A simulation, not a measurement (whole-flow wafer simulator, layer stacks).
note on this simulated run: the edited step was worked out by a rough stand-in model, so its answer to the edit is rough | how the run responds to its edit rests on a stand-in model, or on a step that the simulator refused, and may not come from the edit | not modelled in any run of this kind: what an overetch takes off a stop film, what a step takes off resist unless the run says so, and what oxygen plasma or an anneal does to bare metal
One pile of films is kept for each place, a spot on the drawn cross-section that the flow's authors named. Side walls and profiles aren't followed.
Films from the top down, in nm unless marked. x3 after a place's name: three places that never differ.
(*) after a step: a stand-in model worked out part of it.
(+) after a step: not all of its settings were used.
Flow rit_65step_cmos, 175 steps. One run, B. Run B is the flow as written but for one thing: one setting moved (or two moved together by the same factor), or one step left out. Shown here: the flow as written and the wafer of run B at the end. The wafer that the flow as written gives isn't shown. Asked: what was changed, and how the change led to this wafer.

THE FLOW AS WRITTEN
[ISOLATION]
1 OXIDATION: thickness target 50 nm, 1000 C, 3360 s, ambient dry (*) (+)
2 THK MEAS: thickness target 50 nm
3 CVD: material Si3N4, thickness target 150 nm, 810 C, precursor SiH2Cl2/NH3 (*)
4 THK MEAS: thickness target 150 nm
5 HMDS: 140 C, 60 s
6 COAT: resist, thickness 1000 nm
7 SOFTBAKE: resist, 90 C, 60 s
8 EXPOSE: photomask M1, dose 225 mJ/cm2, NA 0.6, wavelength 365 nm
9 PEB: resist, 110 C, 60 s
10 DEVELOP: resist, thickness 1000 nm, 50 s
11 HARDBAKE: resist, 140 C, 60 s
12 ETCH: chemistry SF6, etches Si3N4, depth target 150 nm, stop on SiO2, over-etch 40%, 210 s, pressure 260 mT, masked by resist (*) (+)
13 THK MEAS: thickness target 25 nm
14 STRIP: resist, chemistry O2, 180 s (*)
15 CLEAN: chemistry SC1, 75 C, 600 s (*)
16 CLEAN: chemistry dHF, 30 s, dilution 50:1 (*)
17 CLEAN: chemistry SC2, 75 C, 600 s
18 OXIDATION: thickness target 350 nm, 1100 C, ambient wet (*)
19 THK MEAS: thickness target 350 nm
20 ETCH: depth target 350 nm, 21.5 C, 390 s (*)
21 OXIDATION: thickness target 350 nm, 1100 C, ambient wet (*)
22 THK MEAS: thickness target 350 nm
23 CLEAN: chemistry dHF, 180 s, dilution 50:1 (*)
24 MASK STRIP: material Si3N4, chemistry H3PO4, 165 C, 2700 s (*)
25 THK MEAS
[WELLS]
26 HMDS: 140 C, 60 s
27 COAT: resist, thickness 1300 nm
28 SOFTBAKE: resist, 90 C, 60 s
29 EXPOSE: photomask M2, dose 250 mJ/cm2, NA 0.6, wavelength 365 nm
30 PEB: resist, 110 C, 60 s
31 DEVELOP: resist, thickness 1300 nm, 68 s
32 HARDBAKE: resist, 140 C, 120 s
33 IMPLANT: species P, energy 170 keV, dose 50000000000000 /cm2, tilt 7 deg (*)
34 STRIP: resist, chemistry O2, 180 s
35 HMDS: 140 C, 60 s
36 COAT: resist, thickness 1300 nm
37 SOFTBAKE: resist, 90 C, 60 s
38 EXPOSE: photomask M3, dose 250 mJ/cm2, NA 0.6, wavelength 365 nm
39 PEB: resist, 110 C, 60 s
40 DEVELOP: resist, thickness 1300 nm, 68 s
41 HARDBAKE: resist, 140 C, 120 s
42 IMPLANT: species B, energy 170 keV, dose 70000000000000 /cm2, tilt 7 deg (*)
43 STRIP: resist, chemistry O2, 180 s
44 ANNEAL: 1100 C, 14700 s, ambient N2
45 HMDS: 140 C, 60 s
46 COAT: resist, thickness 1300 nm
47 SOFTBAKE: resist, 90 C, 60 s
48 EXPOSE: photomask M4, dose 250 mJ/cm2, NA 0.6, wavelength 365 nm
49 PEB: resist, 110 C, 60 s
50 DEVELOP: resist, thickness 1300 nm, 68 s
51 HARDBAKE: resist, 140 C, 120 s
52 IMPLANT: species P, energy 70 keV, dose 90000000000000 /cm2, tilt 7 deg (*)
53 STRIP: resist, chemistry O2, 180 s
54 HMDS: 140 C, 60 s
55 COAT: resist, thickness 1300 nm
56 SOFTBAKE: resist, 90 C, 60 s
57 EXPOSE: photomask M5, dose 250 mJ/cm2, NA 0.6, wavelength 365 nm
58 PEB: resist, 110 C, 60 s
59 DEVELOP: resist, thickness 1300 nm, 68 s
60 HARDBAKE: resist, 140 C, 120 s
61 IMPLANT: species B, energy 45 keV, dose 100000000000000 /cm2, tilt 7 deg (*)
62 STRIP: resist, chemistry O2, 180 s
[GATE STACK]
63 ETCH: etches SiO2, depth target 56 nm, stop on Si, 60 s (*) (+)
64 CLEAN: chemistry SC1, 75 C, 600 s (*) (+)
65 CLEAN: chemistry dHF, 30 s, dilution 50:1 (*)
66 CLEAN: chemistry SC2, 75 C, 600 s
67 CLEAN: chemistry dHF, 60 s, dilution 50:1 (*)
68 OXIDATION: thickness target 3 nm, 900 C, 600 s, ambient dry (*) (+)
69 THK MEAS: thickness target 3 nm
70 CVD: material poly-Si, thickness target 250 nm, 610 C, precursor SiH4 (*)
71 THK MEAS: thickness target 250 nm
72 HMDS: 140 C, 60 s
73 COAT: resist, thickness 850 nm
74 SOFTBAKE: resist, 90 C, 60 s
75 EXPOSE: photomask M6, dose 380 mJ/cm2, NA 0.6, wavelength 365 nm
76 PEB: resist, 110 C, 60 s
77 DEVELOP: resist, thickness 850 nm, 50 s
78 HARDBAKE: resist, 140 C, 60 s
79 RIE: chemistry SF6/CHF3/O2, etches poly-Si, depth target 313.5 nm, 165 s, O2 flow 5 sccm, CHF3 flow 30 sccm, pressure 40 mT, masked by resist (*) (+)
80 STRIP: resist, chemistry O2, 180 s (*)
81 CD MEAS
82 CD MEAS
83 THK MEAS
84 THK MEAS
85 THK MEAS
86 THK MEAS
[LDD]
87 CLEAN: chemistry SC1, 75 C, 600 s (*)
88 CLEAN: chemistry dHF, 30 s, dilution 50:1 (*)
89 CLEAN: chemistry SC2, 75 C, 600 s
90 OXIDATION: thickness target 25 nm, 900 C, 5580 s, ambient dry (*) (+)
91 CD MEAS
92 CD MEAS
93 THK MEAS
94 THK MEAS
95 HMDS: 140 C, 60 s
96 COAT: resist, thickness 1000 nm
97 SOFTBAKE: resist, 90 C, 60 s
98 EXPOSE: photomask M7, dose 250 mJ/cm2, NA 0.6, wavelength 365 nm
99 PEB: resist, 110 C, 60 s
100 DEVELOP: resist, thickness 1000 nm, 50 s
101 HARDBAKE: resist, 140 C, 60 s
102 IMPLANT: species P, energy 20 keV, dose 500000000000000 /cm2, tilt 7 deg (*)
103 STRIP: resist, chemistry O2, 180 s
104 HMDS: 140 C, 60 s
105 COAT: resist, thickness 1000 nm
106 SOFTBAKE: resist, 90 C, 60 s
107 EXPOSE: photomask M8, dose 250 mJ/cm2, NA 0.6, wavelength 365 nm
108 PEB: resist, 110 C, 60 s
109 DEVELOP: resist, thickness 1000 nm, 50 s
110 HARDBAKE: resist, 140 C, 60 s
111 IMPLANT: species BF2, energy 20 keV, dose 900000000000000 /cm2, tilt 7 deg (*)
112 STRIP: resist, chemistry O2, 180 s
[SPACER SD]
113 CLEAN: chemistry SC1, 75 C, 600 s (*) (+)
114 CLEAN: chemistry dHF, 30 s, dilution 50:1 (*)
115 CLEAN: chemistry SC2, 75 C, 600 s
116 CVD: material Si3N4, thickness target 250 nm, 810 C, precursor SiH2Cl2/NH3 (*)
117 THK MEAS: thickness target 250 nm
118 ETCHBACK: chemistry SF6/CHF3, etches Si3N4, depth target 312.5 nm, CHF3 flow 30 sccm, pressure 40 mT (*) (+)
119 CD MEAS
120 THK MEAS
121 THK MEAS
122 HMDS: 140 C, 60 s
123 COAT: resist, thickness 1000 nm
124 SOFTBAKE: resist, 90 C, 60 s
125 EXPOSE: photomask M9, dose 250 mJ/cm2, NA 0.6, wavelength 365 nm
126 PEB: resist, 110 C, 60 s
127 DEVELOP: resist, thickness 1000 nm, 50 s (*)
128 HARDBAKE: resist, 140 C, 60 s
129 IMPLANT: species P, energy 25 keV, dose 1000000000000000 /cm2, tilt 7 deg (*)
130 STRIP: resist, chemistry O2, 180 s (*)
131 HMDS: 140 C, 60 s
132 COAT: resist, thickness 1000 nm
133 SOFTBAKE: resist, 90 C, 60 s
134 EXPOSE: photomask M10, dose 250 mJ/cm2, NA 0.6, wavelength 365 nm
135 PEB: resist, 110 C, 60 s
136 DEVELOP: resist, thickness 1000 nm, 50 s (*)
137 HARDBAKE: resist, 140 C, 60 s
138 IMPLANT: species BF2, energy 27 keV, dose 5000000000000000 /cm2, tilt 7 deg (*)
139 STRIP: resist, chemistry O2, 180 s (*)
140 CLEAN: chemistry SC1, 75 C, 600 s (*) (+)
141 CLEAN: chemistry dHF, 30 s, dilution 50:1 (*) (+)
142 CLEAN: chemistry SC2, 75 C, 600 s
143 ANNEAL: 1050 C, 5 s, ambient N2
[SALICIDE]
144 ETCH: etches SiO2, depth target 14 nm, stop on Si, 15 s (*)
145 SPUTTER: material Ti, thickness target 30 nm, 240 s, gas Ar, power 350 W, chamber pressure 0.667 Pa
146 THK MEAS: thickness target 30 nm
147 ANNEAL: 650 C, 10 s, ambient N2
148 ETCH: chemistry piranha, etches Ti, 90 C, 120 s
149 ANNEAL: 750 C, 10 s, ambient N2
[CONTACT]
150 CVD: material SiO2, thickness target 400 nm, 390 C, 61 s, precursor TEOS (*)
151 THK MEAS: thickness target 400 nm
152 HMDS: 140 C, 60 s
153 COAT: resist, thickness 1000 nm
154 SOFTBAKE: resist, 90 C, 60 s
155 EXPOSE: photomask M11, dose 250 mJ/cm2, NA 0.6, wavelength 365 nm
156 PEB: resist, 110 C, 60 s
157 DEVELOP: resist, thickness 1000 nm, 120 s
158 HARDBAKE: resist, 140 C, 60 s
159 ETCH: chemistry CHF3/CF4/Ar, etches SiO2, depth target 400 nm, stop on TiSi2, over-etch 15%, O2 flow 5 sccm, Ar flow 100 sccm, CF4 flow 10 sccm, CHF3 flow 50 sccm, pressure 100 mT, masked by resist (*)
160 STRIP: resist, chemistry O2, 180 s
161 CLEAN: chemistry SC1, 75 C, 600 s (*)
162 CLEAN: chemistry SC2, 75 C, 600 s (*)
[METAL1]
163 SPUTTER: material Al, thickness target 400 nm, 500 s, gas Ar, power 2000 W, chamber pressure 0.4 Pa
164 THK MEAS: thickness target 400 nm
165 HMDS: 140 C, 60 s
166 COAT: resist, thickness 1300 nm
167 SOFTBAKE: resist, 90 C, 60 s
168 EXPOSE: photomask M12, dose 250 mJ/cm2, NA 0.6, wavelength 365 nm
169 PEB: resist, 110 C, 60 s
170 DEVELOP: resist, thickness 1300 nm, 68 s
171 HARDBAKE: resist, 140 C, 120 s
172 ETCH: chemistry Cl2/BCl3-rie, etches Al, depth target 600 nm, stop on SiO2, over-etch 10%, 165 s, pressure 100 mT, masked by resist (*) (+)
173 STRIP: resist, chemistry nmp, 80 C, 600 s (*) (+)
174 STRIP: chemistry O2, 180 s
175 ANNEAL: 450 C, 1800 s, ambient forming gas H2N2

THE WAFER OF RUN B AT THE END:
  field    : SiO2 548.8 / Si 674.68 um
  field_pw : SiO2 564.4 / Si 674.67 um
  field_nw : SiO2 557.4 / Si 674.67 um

The cause: step 116, CVD: thickness target 288 nm was run, where the flow has thickness target 250 nm.

How the change led to this, step by step:
  116 CVD: material Si3N4, thickness target 250 nm, 810 C, precursor SiH2Cl2/NH3 (*)
      field, field_pw, field_nw and 11 more: Si3N4 +288 (new film) (as written it would be: Si3N4 +250 (new film))
  118 ETCHBACK: chemistry SF6/CHF3, etches Si3N4, depth target 312.5 nm, CHF3 flow 30 sccm, pressure 40 mT (*) (+)
      field, field_pw, field_nw, field_p: Si3N4 -288 (all of it), SiO2 -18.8 (as written it would be: Si3N4 -250 (all of it), SiO2 -48.1)
      gate_n: Si3N4 -288 (all of it), SiO2 -16.3 (all of it), poly-Si -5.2 (as written it would be: Si3N4 -250 (all of it), SiO2 -16.3 (all of it), poly-Si -65.5)
      (and at 1 more place)
  123 COAT: resist, thickness 1000 nm
      gate_n: resist +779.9 (new film) (as written it would be: resist +835 (new film))
      gate_p: resist +780.9 (new film) (as written it would be: resist +836.1 (new film))
  126 PEB: resist, 110 C, 60 s
      field: resist -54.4 (as written it would be: resist -55.6)
      gate_n: resist -40.1 (as written it would be: resist -43.1)
      (and at 1 more place)
  127 DEVELOP: resist, thickness 1000 nm, 50 s (*)
      gate_n: resist -739.8 (all of it) (as written it would be: resist -791.9 (all of it))
  128 HARDBAKE: resist, 140 C, 60 s
      field_p: resist -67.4 (as written it would be: resist -68.8)
      gate_p: resist -48 (as written it would be: resist -51.9)
  130 STRIP: resist, chemistry O2, 180 s (*)
      gate_p: chemical SiO2 +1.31 (new film), resist -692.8 (all of it), poly-Si -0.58 (as written it would be: chemical SiO2 +1.31 (new film), resist -741.1 (all of it), poly-Si -0.58)
  132 COAT: resist, thickness 1000 nm
      gate_n: resist +779.7 (new film) (as written it would be: resist +834.8 (new film))
      gate_p: resist +780.8 (new film) (as written it would be: resist +835.9 (new film))
  135 PEB: resist, 110 C, 60 s
      field: resist -54.4 (as written it would be: resist -55.6)
      gate_n: resist -40.1 (as written it would be: resist -43.1)
      (and at 1 more place)
  136 DEVELOP: resist, thickness 1000 nm, 50 s (*)
      gate_p: resist -740.6 (all of it) (as written it would be: resist -792.8 (all of it))
  137 HARDBAKE: resist, 140 C, 60 s
      field: resist -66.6 (as written it would be: resist -68.3)
      gate_n: resist -47.9 (as written it would be: resist -51.8)
  139 STRIP: resist, chemistry O2, 180 s (*)
      gate_n: resist -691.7 (all of it), chemical SiO2 +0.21, poly-Si -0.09 (as written it would be: resist -740 (all of it), chemical SiO2 +0.21, poly-Si -0.09)
  145 SPUTTER: material Ti, thickness target 30 nm, 240 s, gas Ar, power 350 W, chamber pressure 0.667 Pa
      gate_n: Ti +30 (new film) (as written it would be: Ti +27.3 (new film))
      gate_p: Ti +30 (new film) (as written it would be: Ti +27.2 (new film))
  147 ANNEAL: 650 C, 10 s, ambient N2
      gate_n: Ti -23.4, TiSi first +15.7 (new film), TiSi2 C49 +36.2 (new film), poly-Si -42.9 (as written it would be: Ti -21.3, TiSi first +9.82 (new film), TiSi2 C49 +39.5 (new film), poly-Si -41.9)
      gate_p: Ti -23.4, TiSi first +15.7 (new film), TiSi2 C49 +36.2 (new film), poly-Si -42.9 (as written it would be: Ti -21.2, TiSi first +9.56 (new film), TiSi2 C49 +39.6 (new film), poly-Si -41.9)
  148 ETCH: chemistry piranha, etches Ti, 90 C, 120 s
      gate_n: Ti -6.6 (all of it), TiSi first -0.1 (as written it would be: Ti -6 (all of it), TiSi first -0.1)
      gate_p: Ti -6.6 (all of it), TiSi first -0.1 (as written it would be: Ti -5.97 (all of it), TiSi first -0.1)
  149 ANNEAL: 750 C, 10 s, ambient N2
      gate_n: TiSi2 +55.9 (new film), TiSi first -15.6 (all of it), TiSi2 C49 -36.2 (all of it), poly-Si -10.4 (as written it would be: TiSi2 +50.8 (new film), TiSi first -9.72 (all of it), TiSi2 C49 -39.5 (all of it), poly-Si -6.48)
      gate_p: TiSi2 +55.9 (new film), TiSi first -15.6 (all of it), TiSi2 C49 -36.2 (all of it), poly-Si -10.4 (as written it would be: TiSi2 +50.6 (new film), TiSi first -9.46 (all of it), TiSi2 C49 -39.6 (all of it), poly-Si -6.31)
  ... 7 more steps ...
  170 DEVELOP: resist, thickness 1300 nm, 68 s
      gate_n: resist -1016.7 (all of it) (as written it would be: resist -1072.6 (all of it))
      gate_p: resist -1020.8 (all of it) (as written it would be: resist -1076.3 (all of it))
